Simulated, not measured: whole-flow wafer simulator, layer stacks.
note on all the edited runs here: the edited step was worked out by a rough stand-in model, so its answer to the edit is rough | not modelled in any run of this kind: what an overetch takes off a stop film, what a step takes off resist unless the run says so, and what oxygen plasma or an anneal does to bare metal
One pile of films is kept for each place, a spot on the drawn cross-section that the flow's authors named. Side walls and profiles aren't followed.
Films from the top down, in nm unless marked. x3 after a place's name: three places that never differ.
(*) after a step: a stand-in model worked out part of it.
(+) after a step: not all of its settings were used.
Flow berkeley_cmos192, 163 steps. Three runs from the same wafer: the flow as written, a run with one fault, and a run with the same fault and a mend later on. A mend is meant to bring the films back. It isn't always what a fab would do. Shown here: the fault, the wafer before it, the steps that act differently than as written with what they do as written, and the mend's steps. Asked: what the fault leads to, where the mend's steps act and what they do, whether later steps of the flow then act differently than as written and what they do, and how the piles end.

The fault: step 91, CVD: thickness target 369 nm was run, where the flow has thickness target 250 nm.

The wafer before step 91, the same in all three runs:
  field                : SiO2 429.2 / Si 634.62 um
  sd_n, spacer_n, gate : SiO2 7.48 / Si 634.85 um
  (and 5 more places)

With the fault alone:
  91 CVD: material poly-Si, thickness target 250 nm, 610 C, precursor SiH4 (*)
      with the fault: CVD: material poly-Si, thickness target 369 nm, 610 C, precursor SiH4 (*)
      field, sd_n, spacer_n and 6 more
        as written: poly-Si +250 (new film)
        with the fault: poly-Si +369 (new film)
  Later steps of the flow that act differently than as written (16 more steps differ only slightly, by at most 2% or 0.5 nm, whichever is larger, and aren't shown):
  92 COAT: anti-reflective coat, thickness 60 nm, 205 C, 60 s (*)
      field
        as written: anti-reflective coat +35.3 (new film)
        with the fault: anti-reflective coat +36.3 (new film)
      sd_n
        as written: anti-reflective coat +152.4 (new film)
        with the fault: anti-reflective coat +157.4 (new film)
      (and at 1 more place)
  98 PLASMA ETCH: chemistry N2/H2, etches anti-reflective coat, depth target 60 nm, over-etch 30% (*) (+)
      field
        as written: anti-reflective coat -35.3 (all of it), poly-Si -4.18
        with the fault: anti-reflective coat -36.3 (all of it), poly-Si -4.32
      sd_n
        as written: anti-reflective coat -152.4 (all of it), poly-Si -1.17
        with the fault: anti-reflective coat -157.4 (all of it), poly-Si -1.21
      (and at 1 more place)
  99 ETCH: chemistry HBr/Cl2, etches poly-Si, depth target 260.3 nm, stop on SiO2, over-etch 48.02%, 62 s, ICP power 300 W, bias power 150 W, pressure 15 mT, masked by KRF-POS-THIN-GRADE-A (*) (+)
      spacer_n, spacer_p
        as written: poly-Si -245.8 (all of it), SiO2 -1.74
        with the fault: poly-Si -364.6 (all of it), SiO2 -0.1
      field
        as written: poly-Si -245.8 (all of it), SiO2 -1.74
        with the fault: poly-Si -364.7 (all of it), SiO2 -0.1
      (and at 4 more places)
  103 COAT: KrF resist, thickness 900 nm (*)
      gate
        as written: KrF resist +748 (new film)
        with the fault: KrF resist +648.4 (new film)
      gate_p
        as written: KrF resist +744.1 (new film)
        with the fault: KrF resist +644.5 (new film)
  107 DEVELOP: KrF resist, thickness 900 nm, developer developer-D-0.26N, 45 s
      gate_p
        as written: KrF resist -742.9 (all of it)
        with the fault: KrF resist -643.5 (all of it)
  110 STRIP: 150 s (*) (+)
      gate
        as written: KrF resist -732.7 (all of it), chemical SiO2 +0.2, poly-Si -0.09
        with the fault: KrF resist -633.2 (all of it), chemical SiO2 +0.2, poly-Si -0.09
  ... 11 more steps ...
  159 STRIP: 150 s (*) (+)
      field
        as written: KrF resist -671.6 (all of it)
        with the fault: KrF resist -686 (all of it)
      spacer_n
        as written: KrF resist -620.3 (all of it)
        with the fault: KrF resist -557.4 (all of it)
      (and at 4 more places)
  At the end the piles differ from the flow's by more than 2% or 0.5 nm, whichever is larger, at spacer_n, gate, spacer_p, gate_p.
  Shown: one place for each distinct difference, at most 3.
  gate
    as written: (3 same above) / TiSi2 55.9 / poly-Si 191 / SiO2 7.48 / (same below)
    with the fault: (3 same above) / TiSi2 55.9 / poly-Si 310 / SiO2 7.48 / (same below)
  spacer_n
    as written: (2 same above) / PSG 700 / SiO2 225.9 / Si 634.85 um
    with the fault: (2 same above) / PSG 700 / SiO2 344.9 / Si 634.85 um
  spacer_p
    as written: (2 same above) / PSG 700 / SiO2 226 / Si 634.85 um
    with the fault: (2 same above) / PSG 700 / SiO2 345 / Si 634.85 um

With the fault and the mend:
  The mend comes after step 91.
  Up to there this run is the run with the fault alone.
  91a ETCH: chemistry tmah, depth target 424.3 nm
      field, sd_n, spacer_n and 6 more
        poly-Si -369 (all of it)
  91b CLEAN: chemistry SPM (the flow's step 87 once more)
      changes no film at any place that is followed
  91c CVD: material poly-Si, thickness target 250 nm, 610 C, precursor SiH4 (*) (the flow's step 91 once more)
      field, sd_n, spacer_n and 6 more
        poly-Si +250 (new film)
  No later step of the flow acts differently than as written at any place that is followed.
  At the end the piles are the same as the flow's at every place that both follow.
